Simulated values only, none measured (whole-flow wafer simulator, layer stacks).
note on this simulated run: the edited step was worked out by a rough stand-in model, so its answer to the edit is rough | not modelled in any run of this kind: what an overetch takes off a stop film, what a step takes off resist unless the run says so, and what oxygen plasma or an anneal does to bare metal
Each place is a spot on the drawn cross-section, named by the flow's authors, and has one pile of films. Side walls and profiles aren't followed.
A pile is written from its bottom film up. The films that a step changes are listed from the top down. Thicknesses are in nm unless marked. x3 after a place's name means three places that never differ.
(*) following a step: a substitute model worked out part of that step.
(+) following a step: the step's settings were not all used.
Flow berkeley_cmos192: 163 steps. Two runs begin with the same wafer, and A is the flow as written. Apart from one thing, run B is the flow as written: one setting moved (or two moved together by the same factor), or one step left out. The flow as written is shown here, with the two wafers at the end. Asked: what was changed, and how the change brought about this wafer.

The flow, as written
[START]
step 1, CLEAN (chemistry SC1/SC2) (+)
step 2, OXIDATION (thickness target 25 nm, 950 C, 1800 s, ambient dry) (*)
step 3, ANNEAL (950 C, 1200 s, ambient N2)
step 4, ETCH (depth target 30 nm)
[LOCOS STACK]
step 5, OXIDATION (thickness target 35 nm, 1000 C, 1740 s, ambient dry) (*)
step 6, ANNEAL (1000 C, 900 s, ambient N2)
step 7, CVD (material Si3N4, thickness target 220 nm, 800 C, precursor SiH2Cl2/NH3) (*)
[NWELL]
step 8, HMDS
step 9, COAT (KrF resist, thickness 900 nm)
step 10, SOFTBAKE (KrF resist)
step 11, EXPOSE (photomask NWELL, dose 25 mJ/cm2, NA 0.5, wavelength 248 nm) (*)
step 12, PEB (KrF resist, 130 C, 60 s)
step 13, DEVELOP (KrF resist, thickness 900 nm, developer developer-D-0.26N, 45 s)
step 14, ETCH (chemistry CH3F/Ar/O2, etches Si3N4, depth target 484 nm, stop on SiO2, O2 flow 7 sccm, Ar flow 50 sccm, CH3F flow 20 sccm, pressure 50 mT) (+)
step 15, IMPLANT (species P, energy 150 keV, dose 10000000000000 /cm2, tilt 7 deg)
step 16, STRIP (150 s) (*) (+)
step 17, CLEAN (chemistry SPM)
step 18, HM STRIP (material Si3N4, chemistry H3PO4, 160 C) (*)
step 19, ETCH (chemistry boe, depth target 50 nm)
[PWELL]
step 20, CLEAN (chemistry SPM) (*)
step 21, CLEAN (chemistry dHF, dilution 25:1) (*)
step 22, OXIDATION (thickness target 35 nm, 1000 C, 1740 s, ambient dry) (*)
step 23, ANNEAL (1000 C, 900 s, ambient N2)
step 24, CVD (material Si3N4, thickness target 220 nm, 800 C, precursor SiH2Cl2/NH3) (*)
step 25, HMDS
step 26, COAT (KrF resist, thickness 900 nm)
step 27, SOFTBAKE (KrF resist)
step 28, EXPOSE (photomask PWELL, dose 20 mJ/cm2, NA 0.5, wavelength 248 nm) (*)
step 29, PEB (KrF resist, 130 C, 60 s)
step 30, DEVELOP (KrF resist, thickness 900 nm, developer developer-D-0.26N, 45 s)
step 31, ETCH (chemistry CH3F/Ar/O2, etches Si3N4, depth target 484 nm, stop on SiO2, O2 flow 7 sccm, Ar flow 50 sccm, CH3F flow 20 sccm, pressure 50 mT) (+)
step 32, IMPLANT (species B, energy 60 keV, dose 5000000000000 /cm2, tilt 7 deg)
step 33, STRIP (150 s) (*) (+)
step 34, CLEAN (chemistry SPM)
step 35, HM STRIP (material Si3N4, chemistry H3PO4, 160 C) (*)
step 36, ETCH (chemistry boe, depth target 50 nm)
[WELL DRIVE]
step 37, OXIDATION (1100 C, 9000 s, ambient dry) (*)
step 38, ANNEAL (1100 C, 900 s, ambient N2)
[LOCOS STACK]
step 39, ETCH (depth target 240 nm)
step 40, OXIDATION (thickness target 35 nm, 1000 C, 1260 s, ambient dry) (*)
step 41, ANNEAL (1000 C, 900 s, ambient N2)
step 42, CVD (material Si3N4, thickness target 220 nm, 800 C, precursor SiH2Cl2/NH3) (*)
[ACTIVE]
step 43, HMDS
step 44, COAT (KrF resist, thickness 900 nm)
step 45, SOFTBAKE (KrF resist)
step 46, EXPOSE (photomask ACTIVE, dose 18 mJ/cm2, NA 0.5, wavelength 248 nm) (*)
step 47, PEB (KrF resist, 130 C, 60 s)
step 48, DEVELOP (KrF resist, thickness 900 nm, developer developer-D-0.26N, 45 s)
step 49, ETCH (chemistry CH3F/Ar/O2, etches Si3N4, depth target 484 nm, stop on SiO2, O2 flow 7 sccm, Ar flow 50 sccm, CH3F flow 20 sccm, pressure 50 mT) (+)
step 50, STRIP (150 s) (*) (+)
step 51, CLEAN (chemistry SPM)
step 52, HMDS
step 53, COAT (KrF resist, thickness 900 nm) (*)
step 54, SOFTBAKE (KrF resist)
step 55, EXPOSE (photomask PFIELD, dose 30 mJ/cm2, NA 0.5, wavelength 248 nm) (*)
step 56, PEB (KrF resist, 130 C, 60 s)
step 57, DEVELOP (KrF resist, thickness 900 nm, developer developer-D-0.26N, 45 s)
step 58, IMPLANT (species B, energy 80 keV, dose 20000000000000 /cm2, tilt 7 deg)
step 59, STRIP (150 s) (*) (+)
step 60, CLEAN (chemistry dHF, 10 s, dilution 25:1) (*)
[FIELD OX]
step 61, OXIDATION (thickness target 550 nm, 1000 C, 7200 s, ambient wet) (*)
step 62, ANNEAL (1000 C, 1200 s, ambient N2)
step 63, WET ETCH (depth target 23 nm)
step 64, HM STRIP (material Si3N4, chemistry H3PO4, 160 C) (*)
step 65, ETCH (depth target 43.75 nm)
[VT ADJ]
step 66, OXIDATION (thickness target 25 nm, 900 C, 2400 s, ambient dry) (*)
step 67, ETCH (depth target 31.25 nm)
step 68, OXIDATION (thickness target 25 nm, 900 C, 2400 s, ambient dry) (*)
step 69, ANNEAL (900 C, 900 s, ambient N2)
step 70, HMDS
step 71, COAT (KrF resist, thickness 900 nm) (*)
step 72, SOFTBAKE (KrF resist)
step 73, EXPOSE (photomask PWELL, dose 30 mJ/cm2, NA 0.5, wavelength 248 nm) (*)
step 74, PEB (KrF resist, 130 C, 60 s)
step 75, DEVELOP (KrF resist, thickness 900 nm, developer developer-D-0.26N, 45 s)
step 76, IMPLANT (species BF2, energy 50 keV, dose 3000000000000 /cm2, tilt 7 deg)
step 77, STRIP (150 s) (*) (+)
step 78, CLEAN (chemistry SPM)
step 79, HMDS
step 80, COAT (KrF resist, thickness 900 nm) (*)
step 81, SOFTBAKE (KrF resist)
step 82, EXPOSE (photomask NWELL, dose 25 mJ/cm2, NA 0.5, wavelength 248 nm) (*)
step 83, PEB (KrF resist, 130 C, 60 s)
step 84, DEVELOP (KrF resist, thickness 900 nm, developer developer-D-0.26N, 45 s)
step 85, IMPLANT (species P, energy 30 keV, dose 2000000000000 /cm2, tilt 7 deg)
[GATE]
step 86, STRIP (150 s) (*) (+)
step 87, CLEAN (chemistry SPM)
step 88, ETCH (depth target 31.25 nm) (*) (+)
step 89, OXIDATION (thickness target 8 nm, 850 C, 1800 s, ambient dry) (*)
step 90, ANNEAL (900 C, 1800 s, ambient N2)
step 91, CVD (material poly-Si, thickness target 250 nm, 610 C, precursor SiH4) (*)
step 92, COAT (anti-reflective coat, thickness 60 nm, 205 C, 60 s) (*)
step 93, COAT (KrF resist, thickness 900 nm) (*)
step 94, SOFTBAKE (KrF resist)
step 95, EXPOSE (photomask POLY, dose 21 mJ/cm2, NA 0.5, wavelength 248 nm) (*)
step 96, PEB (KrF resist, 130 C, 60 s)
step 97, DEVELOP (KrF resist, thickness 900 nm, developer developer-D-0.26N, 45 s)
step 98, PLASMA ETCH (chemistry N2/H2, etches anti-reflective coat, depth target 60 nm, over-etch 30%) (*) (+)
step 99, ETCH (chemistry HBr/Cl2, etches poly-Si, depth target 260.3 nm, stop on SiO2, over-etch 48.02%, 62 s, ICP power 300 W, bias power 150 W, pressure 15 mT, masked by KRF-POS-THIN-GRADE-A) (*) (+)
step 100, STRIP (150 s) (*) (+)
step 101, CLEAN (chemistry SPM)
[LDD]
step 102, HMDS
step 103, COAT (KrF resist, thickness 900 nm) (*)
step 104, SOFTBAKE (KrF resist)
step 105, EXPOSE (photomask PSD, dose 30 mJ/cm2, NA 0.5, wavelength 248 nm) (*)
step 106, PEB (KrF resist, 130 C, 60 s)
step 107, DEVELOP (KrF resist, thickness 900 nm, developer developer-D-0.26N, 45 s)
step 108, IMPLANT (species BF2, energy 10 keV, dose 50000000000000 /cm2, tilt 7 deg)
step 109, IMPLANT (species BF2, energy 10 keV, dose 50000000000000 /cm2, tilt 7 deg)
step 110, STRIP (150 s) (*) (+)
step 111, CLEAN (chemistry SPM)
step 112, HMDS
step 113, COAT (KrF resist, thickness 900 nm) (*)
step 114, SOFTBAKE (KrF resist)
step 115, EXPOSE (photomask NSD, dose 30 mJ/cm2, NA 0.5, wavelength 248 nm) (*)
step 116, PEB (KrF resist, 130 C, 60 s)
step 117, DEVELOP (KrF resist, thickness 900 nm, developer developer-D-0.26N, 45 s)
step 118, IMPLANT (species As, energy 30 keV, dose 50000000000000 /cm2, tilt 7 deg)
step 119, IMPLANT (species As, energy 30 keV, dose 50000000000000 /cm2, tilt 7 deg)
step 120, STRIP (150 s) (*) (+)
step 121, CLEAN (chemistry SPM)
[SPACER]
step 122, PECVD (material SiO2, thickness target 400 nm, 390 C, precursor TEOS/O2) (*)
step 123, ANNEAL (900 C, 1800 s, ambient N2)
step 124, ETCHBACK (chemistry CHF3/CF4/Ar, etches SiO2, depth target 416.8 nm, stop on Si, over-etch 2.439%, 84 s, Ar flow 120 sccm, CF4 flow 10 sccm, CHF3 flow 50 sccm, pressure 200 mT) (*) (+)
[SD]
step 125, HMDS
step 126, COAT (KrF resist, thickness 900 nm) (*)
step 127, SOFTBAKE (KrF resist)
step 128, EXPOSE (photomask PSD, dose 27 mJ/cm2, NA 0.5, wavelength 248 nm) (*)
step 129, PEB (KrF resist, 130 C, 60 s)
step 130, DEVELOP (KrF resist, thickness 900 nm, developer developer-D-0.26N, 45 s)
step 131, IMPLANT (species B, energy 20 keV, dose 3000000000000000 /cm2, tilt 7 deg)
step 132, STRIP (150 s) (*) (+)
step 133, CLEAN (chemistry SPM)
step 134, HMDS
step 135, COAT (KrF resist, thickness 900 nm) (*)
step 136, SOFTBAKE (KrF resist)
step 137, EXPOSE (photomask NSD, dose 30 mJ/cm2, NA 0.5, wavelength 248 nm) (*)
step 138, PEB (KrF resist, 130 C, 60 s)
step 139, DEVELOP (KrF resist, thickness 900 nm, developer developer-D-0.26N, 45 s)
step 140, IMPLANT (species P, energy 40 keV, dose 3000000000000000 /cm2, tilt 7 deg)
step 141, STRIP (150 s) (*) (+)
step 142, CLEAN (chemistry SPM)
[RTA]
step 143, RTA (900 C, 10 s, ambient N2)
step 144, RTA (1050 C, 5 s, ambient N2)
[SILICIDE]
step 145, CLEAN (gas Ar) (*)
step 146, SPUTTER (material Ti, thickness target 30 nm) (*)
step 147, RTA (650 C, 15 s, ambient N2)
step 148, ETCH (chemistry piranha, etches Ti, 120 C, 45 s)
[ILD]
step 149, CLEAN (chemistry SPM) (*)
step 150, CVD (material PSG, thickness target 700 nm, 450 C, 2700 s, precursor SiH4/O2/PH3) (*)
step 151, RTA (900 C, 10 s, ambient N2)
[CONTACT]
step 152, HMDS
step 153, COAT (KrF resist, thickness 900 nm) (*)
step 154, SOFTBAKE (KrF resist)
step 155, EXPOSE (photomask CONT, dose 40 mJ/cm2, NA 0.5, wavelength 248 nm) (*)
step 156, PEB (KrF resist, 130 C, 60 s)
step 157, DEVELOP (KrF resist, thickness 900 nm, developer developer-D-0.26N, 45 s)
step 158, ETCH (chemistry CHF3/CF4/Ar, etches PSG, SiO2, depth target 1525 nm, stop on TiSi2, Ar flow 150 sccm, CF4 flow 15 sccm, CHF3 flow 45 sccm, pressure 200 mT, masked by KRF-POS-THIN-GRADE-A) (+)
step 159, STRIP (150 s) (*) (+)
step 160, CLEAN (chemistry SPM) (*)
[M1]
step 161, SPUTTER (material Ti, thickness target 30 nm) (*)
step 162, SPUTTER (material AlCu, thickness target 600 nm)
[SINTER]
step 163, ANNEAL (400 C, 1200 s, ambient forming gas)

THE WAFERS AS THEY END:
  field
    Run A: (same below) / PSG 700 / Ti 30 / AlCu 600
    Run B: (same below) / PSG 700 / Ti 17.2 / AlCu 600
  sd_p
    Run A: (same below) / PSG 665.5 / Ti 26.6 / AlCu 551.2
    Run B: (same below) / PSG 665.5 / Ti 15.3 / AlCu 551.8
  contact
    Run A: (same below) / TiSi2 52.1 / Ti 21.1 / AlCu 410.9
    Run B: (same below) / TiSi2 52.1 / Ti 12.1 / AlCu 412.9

The reason: step 161, SPUTTER: thickness target 17.22 nm was run, while the flow as written has thickness target 30 nm.
One can read it off the wafer: field has Ti 17.2, and step 161 as written asks for 30 nm.

Step by step, how the change led to this:
  step 161, SPUTTER (material Ti, thickness target 30 nm) (*)
      field, sd_n, spacer_n, gate, spacer_p, gate_p, m1: A +30 Ti (new film) | B +17.2 Ti (new film)
      sd_p: A +26.6 Ti (new film) | B +15.3 Ti (new film)
      (and at 1 other place as well)
